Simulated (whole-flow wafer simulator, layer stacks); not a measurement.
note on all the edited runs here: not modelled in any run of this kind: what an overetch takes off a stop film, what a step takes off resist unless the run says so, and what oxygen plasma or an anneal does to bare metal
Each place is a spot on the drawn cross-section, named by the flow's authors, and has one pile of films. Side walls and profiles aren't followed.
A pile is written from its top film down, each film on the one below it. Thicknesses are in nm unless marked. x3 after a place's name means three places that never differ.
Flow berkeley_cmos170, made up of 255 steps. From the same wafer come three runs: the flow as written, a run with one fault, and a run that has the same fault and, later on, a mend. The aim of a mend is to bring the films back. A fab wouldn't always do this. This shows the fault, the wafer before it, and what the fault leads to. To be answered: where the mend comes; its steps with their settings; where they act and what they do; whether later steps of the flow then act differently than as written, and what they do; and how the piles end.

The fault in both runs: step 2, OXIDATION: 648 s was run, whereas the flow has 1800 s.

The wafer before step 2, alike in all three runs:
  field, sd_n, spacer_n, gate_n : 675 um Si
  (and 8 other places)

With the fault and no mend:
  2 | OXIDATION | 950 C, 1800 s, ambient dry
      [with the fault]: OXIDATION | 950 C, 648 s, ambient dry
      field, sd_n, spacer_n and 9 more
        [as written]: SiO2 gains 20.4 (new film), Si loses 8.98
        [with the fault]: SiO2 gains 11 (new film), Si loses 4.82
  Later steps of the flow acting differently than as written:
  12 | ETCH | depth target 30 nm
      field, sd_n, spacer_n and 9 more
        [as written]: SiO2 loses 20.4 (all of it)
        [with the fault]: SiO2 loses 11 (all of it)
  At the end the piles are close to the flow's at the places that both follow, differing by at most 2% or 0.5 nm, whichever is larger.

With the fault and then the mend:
  After step 3 comes the mend.
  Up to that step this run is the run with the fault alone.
  3a | OXIDATION | 950 C, 1073 s, ambient dry (the flow's step 2 again, with other settings)
      field, sd_n, spacer_n and 9 more
        SiO2 gains 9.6, Si loses 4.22
  Every later step of the flow that is run acts as written, at every place that is followed, to within 2% or 0.5 nm, whichever is larger.
  At the end the piles are close to the flow's at the places that both follow, differing by at most 2% or 0.5 nm, whichever is larger.
